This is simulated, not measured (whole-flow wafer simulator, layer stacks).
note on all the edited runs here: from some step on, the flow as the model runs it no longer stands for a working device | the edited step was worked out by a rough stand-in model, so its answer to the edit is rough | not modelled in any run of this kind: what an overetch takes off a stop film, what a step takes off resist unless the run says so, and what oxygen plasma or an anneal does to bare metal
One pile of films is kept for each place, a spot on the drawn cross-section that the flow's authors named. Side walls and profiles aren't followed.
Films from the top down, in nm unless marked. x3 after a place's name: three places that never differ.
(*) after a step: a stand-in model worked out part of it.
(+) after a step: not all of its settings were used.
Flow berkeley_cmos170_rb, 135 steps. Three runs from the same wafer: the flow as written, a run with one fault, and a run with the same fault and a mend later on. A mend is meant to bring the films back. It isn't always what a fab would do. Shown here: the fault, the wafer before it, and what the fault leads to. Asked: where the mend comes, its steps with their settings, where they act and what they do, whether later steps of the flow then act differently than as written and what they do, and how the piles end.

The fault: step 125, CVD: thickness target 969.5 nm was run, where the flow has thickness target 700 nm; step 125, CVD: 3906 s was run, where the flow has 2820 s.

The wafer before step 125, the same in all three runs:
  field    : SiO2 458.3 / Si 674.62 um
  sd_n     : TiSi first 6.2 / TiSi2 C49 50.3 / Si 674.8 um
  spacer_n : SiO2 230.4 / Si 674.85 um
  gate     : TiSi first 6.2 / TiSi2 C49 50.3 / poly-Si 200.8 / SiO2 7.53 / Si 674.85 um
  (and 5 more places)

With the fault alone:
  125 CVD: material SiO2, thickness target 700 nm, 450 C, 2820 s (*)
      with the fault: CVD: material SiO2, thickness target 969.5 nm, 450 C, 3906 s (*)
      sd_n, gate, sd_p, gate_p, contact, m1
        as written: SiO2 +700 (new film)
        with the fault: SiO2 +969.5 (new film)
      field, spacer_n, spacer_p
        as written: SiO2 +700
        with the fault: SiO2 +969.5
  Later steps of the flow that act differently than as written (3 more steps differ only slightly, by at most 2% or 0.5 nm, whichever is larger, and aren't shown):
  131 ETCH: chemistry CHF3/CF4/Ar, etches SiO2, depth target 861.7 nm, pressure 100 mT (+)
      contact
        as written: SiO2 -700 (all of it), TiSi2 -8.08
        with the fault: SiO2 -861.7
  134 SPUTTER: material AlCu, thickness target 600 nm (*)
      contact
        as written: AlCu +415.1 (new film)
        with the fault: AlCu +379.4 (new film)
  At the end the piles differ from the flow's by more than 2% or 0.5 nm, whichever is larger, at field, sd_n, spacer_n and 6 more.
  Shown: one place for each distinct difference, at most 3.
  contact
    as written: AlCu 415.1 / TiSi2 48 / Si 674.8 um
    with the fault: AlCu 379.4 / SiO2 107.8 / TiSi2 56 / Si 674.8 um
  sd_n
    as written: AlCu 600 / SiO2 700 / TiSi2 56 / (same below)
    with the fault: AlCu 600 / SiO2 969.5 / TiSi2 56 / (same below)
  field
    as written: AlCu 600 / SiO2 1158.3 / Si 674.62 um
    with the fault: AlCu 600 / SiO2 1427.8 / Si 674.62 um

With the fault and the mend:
  The mend comes after step 125.
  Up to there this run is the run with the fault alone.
  125a ETCH: chemistry boe, depth target 264 nm
      field, sd_n, spacer_n and 6 more
        SiO2 -264
  No later step of the flow acts differently than as written, at any place that is followed, by more than 2% or 0.5 nm, whichever is larger.
  At the end the piles differ from the flow's only slightly at the places that both follow, by at most 2% or 0.5 nm, whichever is larger.
